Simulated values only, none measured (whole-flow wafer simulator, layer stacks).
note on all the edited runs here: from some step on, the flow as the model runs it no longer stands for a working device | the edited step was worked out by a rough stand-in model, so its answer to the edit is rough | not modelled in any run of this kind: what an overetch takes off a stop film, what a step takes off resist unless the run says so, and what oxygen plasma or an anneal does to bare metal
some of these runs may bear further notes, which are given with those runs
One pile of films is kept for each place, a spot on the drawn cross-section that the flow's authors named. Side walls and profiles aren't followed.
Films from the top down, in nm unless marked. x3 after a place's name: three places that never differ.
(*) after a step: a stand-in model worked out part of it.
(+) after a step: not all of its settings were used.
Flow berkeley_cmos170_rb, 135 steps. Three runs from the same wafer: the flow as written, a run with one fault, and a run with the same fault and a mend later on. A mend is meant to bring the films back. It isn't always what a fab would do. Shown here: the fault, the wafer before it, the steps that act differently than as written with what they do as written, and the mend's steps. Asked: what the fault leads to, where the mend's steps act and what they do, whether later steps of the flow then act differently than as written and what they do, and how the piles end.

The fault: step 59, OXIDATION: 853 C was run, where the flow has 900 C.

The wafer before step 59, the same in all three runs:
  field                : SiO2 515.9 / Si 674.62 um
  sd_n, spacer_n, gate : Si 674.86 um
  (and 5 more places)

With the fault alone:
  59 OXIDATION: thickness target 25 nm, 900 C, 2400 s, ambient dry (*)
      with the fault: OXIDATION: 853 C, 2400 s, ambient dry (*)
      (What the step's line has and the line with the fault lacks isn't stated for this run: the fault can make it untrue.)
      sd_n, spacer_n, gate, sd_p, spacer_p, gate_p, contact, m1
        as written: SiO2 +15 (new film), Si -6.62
        with the fault: SiO2 +9.26 (new film), Si -4.08
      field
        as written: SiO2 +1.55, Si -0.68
        with the fault: SiO2 +0.64, Si -0.28
  Later steps of the flow that act differently than as written (31 more steps differ only slightly, by at most 2% or 0.5 nm, whichever is larger, and aren't shown):
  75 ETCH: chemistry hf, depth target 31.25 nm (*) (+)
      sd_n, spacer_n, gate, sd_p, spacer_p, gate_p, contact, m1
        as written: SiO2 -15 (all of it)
        with the fault: SiO2 -9.26 (all of it)
  At the end the piles differ from the flow's only slightly at the places that both follow, by at most 2% or 0.5 nm, whichever is larger.

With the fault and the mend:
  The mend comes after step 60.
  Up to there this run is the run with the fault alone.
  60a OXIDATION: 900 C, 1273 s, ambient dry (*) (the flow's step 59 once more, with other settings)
      sd_n, spacer_n, gate, sd_p, spacer_p, gate_p, contact, m1
        SiO2 +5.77, Si -2.54
      field
        SiO2 +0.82, Si -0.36
  No later step of the flow acts differently than as written, at any place that is followed, by more than 2% or 0.5 nm, whichever is larger.
  At the end the piles differ from the flow's only slightly at the places that both follow, by at most 2% or 0.5 nm, whichever is larger.
